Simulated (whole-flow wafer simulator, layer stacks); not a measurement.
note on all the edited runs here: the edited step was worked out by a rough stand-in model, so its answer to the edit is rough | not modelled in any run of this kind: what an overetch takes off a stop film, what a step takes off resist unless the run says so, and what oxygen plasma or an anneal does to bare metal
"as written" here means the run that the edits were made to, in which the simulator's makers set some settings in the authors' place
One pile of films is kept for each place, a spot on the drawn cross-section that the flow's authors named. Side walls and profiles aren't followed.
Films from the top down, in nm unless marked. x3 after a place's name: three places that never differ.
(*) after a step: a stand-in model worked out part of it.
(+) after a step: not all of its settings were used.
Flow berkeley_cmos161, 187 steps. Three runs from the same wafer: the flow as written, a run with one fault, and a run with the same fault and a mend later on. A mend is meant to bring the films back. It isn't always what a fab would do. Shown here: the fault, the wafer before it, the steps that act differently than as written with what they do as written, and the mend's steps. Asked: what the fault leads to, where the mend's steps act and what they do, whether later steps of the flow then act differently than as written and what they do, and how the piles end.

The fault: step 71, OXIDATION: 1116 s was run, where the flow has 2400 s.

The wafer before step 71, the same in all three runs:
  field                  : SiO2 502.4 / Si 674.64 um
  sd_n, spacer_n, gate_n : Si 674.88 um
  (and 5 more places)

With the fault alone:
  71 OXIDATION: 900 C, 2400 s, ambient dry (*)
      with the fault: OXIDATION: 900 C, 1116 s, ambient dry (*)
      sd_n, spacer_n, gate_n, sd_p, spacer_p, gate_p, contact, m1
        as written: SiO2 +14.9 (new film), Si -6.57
        with the fault: SiO2 +9.25 (new film), Si -4.07
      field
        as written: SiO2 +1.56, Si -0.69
        with the fault: SiO2 +0.73, Si -0.32
  Later steps of the flow that act differently than as written (46 more steps differ only slightly, by at most 2% or 0.5 nm, whichever is larger, and aren't shown):
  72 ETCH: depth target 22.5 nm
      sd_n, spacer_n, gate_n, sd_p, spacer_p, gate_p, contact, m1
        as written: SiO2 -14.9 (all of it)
        with the fault: SiO2 -9.25 (all of it)
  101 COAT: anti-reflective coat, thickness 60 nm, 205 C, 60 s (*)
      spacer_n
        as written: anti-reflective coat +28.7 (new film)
        with the fault: anti-reflective coat +29.3 (new film)
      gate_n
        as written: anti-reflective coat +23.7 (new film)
        with the fault: anti-reflective coat +24.3 (new film)
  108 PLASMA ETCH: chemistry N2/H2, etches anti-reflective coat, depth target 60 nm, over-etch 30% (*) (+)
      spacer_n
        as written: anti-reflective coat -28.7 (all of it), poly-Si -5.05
        with the fault: anti-reflective coat -29.3 (all of it), poly-Si -4.96
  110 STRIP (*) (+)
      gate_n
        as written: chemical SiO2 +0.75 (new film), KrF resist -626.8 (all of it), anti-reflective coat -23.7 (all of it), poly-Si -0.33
        with the fault: chemical SiO2 +0.75 (new film), KrF resist -624.9 (all of it), anti-reflective coat -24.3 (all of it), poly-Si -0.33
  At the end the piles differ from the flow's only slightly at the places that both follow, by at most 2% or 0.5 nm, whichever is larger.

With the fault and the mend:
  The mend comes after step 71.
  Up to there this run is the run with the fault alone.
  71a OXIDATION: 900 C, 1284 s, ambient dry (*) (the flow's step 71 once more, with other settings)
      sd_n, spacer_n, gate_n, sd_p, spacer_p, gate_p, contact, m1
        SiO2 +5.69, Si -2.51
      field
        SiO2 +0.83, Si -0.37
  No later step of the flow acts differently than as written at any place that is followed.
  At the end the piles are the same as the flow's at every place that both follow.
